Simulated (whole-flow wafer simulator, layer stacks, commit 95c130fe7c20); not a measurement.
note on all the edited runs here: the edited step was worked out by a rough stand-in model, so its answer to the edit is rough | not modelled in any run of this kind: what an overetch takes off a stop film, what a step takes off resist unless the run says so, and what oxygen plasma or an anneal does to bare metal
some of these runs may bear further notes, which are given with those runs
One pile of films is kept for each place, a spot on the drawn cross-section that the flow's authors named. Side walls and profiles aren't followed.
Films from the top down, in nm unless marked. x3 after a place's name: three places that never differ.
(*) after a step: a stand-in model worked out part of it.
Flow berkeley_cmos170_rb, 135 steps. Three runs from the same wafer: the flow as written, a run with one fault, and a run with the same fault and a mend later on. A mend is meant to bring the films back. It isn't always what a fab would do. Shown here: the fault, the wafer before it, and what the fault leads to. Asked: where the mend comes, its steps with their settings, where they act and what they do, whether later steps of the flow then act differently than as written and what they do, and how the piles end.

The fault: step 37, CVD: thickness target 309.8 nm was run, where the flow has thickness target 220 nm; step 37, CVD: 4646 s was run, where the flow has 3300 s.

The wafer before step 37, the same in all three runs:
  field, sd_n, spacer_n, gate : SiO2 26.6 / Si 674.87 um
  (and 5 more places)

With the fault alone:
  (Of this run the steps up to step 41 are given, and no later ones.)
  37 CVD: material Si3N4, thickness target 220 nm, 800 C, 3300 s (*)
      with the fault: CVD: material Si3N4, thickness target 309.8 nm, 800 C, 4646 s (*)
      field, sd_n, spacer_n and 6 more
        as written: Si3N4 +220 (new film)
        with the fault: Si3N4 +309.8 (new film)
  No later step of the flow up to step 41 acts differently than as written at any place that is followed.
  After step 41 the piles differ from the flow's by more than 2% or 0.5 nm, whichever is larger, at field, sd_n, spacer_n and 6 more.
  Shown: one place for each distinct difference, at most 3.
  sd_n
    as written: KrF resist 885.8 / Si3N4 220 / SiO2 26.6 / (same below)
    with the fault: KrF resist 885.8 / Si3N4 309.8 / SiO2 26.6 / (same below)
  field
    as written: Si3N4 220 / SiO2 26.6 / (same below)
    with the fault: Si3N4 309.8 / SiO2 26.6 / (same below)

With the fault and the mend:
  The mend comes after step 37.
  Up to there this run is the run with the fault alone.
  37a ETCH: chemistry h3po4, depth target 89.8 nm (the flow's step 30 once more, with other settings)
      field, sd_n, spacer_n and 6 more
        Si3N4 -89.8
  No later step of the flow acts differently than as written at any place that is followed.
  At the end the piles are the same as the flow's at every place that both follow.
